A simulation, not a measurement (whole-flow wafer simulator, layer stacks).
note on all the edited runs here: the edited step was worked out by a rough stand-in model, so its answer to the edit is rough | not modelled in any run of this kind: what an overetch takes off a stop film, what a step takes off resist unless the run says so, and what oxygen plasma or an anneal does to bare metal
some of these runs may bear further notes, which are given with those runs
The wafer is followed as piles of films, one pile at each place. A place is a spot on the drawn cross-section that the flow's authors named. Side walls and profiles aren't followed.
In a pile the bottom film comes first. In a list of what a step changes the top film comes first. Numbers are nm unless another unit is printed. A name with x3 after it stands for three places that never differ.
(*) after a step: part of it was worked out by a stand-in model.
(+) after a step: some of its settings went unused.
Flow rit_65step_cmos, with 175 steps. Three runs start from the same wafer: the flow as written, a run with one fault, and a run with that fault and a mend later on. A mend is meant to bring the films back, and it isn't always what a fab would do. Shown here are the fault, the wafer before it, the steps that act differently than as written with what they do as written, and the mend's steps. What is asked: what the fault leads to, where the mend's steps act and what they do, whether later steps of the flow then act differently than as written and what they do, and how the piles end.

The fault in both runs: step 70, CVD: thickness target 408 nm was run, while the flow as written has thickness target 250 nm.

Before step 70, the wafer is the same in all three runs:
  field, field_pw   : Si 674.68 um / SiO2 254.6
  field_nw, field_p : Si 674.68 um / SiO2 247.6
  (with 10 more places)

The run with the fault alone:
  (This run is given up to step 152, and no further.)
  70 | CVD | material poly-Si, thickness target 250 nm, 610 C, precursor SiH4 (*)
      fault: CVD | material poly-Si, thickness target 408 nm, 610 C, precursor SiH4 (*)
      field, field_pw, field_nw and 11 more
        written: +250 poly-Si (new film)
        fault: +408 poly-Si (new film)
  Steps later in the flow that act otherwise than as written (4 other steps are not shown; they differ only slightly, by no more than 2% or 0.5 nm, whichever is larger):
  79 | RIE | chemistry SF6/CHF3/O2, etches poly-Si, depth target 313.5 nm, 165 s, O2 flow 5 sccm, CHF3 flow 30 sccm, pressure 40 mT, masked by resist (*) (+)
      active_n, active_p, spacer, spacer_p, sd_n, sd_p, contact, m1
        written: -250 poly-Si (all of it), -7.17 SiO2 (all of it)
        fault: -313.5 poly-Si
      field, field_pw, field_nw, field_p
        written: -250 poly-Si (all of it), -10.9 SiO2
        fault: -313.5 poly-Si
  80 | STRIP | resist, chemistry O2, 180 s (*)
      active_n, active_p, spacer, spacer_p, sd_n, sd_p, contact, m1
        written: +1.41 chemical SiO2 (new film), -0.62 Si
        fault: +1.41 chemical SiO2 (new film), -0.62 poly-Si
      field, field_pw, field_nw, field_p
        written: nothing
        fault: +1.41 chemical SiO2 (new film), -0.62 poly-Si
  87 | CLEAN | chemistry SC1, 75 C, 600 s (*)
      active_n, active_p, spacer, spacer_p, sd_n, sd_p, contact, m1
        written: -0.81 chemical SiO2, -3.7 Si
        fault: -0.81 chemical SiO2, -3.7 poly-Si
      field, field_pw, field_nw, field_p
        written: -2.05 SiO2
        fault: -0.81 chemical SiO2, -3.7 poly-Si
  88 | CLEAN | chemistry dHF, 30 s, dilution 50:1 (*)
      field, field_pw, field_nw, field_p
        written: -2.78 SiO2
        fault: -0.6 chemical SiO2 (all of it)
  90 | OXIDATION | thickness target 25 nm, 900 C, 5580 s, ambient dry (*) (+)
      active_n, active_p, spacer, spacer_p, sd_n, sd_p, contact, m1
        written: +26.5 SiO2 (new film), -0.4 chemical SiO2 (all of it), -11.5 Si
        fault: +28.9 SiO2 (new film), -0.4 chemical SiO2 (all of it), -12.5 poly-Si
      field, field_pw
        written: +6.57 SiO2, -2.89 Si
        fault: +28.9 SiO2 (new film), -0.4 chemical SiO2 (all of it), -12.5 poly-Si
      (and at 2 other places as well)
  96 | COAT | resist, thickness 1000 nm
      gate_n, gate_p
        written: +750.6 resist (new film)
        fault: +700.9 resist (new film)
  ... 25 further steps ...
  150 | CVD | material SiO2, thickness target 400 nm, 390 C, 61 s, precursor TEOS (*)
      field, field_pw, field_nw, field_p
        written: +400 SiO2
        fault: +400 SiO2 (new film)
  The piles after step 152 differ from the flow's at field, field_pw, field_nw, field_p, gate_n, gate_p, spacer, spacer_p by more than 2% or 0.5 nm, whichever is larger.
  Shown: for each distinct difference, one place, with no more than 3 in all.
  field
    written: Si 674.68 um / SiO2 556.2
    fault: Si 674.68 um / SiO2 254.6 / TiSi2 C49 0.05 / TiSi first 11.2 / SiO2 400
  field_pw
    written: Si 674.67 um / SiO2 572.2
    fault: Si 674.68 um / SiO2 254.6 / TiSi2 C49 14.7 / TiSi first 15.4 / SiO2 400
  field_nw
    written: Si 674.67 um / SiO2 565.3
    fault: Si 674.68 um / SiO2 247.6 / TiSi2 C49 14.7 / TiSi first 15.4 / SiO2 400

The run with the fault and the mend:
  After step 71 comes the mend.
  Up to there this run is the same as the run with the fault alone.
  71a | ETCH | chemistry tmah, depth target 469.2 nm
      field, field_pw, field_nw and 11 more
        -408 poly-Si (all of it)
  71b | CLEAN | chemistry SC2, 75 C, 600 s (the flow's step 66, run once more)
      leaves every film unchanged at each place that is followed
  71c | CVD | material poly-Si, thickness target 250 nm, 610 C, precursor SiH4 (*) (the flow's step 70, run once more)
      field, field_pw, field_nw and 11 more
        +250 poly-Si (new film)
  Every later step of the flow that is run acts as written at every place that is followed.
  By the end, the piles equal the flow's at every place that both follow.
